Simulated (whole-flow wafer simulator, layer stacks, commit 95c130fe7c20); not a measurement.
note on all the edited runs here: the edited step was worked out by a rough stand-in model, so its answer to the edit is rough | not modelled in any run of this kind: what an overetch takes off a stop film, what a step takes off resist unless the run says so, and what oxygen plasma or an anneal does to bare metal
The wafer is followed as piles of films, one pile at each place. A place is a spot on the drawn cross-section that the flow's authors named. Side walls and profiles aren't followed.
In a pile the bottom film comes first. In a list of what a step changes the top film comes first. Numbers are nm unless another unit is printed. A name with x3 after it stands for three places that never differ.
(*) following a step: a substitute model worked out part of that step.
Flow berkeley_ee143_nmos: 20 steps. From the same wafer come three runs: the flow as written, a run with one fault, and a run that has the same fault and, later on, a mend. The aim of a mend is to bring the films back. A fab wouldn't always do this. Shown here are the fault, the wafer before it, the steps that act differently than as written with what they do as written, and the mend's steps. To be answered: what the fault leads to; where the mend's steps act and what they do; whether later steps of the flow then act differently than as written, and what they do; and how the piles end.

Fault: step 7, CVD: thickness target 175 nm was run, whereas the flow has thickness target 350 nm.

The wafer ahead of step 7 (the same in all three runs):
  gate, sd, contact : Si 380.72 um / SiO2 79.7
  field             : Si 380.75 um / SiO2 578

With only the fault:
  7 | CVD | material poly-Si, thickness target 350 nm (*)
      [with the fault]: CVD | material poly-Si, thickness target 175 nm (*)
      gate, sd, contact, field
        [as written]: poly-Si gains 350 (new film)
        [with the fault]: poly-Si gains 175 (new film)
  Steps further on in the flow that do not act as written:
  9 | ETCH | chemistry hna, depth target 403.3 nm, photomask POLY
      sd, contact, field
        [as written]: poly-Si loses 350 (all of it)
        [with the fault]: poly-Si loses 175 (all of it)
  By the end, the piles at gate depart from the flow's by more than 2% or 0.5 nm, whichever is larger.
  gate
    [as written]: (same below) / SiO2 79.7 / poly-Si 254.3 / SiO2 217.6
    [with the fault]: (same below) / SiO2 79.7 / poly-Si 79.3 / SiO2 217.6

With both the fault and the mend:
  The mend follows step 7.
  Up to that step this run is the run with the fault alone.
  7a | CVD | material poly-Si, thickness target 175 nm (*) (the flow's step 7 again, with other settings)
      gate, sd, contact, field
        poly-Si gains 175
  Later steps of the flow that are run all act as written at every place that is followed.
  The piles end the same as the flow's at every place that both follow.
